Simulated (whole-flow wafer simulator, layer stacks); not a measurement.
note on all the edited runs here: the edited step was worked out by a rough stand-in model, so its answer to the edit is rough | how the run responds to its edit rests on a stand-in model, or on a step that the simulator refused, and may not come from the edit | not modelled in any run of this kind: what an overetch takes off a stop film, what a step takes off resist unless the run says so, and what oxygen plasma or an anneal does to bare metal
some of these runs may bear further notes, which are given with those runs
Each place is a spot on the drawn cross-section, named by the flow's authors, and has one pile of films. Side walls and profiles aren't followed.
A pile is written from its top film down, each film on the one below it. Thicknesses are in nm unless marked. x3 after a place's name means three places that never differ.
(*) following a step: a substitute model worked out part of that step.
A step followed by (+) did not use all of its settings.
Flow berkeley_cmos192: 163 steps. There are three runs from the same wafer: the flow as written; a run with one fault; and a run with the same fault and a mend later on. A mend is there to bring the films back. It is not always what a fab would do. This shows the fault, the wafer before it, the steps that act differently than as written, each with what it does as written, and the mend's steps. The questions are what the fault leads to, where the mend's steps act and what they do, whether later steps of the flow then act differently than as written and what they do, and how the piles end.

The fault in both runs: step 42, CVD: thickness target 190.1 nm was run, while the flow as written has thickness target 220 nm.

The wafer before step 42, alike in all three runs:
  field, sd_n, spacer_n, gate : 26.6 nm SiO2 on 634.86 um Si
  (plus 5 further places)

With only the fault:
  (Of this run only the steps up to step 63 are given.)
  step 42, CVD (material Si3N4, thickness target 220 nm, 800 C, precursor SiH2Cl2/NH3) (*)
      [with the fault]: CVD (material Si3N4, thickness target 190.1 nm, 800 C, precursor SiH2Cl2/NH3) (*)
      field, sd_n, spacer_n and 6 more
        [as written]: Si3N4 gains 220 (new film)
        [with the fault]: Si3N4 gains 190.1 (new film)
  Steps later in the flow that act otherwise than as written (4 more steps, not shown, differ only slightly: by at most 2% or 0.5 nm, whichever is larger):
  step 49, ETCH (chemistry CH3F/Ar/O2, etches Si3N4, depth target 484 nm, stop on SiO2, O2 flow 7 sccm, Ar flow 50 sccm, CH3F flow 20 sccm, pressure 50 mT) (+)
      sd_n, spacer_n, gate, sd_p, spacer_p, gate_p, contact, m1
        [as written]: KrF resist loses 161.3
        [with the fault]: KrF resist loses 141.4
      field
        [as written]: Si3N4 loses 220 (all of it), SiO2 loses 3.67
        [with the fault]: Si3N4 loses 190.1 (all of it), SiO2 loses 3.67
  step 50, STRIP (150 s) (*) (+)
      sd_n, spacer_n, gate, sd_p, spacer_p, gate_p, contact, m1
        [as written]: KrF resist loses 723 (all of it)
        [with the fault]: KrF resist loses 743 (all of it)
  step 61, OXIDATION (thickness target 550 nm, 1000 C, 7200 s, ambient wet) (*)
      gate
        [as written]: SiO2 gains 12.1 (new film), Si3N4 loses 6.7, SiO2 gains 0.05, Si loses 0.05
        [with the fault]: SiO2 gains 12.1 (new film), Si3N4 loses 6.7
  Once step 63 is done, the piles at sd_n, spacer_n, gate, sd_p, spacer_p, gate_p, contact, m1 depart from the flow's by more than 2% or 0.5 nm, whichever is larger.
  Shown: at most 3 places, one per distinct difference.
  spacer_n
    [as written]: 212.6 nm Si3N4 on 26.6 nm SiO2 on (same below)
    [with the fault]: 182.7 nm Si3N4 on 26.6 nm SiO2 on (same below)
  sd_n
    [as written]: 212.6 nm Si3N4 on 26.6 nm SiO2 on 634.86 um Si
    [with the fault]: 182.7 nm Si3N4 on 26.9 nm SiO2 on 634.86 um Si
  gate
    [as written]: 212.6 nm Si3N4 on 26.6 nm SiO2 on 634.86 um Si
    [with the fault]: 182.7 nm Si3N4 on 26.6 nm SiO2 on 634.86 um Si

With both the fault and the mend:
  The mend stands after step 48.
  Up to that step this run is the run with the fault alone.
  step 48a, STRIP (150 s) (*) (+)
      sd_n, spacer_n, gate, sd_p, spacer_p, gate_p, contact, m1
        KrF resist loses 884.4 (all of it)
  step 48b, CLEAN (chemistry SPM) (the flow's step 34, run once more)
      leaves every film unchanged at each place that is followed
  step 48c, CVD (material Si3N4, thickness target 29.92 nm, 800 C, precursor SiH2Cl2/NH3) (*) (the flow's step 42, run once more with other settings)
      field, sd_n, spacer_n and 6 more
        Si3N4 gains 29.9
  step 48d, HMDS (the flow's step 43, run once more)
      leaves every film unchanged at each place that is followed
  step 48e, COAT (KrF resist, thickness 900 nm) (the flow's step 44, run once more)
      field, sd_n, spacer_n and 6 more
        KrF resist gains 900 (new film)
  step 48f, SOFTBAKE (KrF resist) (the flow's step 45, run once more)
      leaves every film unchanged at each place that is followed
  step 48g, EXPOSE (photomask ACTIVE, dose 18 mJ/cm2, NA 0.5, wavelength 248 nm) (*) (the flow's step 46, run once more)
      leaves every film unchanged at each place that is followed
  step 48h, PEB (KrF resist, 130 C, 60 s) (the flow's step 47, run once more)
      field, sd_n, spacer_n and 6 more
        KrF resist loses 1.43
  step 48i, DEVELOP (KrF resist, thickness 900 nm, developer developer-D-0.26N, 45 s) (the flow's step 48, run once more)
      sd_n, spacer_n, gate, sd_p, spacer_p, gate_p, contact, m1
        KrF resist loses 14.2
      field
        KrF resist loses 898.6 (all of it)
  Every later step of the flow that is run acts as written, at every place that is followed, to within 2% or 0.5 nm, whichever is larger.
  At every place that both follow, the piles at the end match the flow's.
